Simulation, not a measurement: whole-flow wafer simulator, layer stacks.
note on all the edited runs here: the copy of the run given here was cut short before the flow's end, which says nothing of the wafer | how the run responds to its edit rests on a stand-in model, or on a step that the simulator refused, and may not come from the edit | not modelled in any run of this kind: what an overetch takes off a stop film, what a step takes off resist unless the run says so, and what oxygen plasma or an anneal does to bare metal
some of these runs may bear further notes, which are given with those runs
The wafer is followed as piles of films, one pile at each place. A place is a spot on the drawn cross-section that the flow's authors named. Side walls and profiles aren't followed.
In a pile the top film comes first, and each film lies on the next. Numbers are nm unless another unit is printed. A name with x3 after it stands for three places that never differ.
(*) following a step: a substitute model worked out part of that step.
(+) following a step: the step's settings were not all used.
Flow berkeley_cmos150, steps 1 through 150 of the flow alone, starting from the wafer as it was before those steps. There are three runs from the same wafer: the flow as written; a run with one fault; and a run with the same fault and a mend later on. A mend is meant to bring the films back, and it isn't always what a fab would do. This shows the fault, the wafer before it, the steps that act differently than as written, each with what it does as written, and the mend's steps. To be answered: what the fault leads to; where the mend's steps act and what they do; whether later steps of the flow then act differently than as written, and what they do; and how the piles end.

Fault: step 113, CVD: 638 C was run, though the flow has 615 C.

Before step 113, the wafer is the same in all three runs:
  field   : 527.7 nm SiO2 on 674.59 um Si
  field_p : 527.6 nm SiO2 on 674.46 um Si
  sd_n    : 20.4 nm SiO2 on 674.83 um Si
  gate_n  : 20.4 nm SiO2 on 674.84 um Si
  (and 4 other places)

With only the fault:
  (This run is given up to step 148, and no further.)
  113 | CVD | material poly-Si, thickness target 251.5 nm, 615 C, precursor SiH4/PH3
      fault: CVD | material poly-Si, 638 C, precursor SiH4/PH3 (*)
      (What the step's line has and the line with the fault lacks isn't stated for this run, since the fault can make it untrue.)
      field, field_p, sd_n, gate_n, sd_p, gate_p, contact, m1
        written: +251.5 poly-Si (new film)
        fault: +412.8 poly-Si (new film)
  Steps further on in the flow that do not act as written (not shown: 6 more steps that differ only slightly, by at most 2% or 0.5 nm, whichever is larger):
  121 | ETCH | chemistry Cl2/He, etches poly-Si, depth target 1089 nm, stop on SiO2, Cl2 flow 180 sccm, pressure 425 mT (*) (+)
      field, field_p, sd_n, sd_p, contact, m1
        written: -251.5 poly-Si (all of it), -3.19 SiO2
        fault: -412.8 poly-Si (all of it), -3.19 SiO2
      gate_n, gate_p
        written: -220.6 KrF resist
        fault: -335.8 KrF resist
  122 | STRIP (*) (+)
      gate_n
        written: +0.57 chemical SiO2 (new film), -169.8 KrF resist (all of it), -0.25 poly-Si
        fault: +0.67 chemical SiO2 (new film), -55.5 KrF resist (all of it), -0.29 poly-Si
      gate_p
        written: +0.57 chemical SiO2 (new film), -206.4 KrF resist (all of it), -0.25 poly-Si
        fault: +0.67 chemical SiO2 (new film), -92 KrF resist (all of it), -0.29 poly-Si
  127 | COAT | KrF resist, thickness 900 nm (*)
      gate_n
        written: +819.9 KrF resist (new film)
        fault: +705.8 KrF resist (new film)
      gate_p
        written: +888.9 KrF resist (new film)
        fault: +772.8 KrF resist (new film)
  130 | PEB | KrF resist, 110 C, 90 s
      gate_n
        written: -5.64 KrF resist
        fault: -4.84 KrF resist
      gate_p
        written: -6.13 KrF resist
        fault: -5.31 KrF resist
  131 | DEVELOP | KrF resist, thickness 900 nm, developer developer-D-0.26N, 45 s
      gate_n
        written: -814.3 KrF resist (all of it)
        fault: -700.9 KrF resist (all of it)
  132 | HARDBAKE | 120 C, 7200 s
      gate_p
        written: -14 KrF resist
        fault: -12 KrF resist
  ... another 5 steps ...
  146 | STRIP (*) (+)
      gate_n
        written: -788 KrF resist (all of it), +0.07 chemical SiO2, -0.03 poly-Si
        fault: -676.6 KrF resist (all of it), +0.07 chemical SiO2, -0.03 poly-Si
  Once step 148 is done, the piles at gate_n, gate_p depart from the flow's by more than 2% or 0.5 nm, whichever is larger.
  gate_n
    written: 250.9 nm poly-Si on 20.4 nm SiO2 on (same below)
    fault: 412.2 nm poly-Si on 20.4 nm SiO2 on (same below)
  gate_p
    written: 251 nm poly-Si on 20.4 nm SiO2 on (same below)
    fault: 412.2 nm poly-Si on 20.4 nm SiO2 on (same below)

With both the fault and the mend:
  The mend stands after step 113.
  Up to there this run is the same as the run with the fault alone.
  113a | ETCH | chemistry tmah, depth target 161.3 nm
      field, field_p, sd_n, gate_n, sd_p, gate_p, contact, m1
        -161.3 poly-Si
  Every later step of the flow that is run acts as written, at every place that is followed, to within 2% or 0.5 nm, whichever is larger.
  The piles end only slightly different from the flow's at the places that both follow, by no more than 2% or 0.5 nm, whichever is larger.
